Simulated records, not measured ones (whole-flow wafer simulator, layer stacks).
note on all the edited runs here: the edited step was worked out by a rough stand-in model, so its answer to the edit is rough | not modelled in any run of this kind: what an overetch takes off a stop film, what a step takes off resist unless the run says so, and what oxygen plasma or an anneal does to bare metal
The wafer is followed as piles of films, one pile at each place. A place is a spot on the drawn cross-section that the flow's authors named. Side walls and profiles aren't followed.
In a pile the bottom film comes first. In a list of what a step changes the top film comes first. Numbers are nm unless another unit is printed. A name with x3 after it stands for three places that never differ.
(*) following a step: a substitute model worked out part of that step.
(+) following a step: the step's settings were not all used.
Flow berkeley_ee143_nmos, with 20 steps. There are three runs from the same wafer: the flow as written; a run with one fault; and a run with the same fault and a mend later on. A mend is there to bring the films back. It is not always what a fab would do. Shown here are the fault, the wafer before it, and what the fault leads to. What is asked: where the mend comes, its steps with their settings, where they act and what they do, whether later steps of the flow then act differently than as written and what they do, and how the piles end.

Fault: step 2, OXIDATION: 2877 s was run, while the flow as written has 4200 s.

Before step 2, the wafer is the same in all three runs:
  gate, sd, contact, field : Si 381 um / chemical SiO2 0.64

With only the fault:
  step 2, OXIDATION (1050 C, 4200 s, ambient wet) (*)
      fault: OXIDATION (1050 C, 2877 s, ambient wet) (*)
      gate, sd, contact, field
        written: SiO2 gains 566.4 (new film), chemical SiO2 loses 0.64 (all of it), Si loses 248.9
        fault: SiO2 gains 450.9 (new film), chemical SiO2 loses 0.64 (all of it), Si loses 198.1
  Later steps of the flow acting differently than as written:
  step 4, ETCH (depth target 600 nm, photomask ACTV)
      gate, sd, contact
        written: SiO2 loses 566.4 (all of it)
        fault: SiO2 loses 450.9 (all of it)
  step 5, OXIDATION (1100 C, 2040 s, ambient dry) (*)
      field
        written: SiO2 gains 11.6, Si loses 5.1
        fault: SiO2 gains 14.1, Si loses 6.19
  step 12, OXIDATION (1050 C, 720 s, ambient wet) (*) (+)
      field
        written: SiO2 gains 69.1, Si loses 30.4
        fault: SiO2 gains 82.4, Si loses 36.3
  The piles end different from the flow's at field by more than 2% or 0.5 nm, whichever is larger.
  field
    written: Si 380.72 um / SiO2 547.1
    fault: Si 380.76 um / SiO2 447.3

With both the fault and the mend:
  The mend follows step 2.
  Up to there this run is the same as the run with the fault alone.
  step 2a, OXIDATION (1050 C, 1323 s, ambient wet) (*) (a further turn of the flow's step 2, with different settings)
      gate, sd, contact, field
        SiO2 gains 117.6, Si loses 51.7
  Every later step of the flow that is run acts as written, at every place that is followed, to within 2% or 0.5 nm, whichever is larger.
  The piles end only slightly different from the flow's at the places that both follow, by no more than 2% or 0.5 nm, whichever is larger.
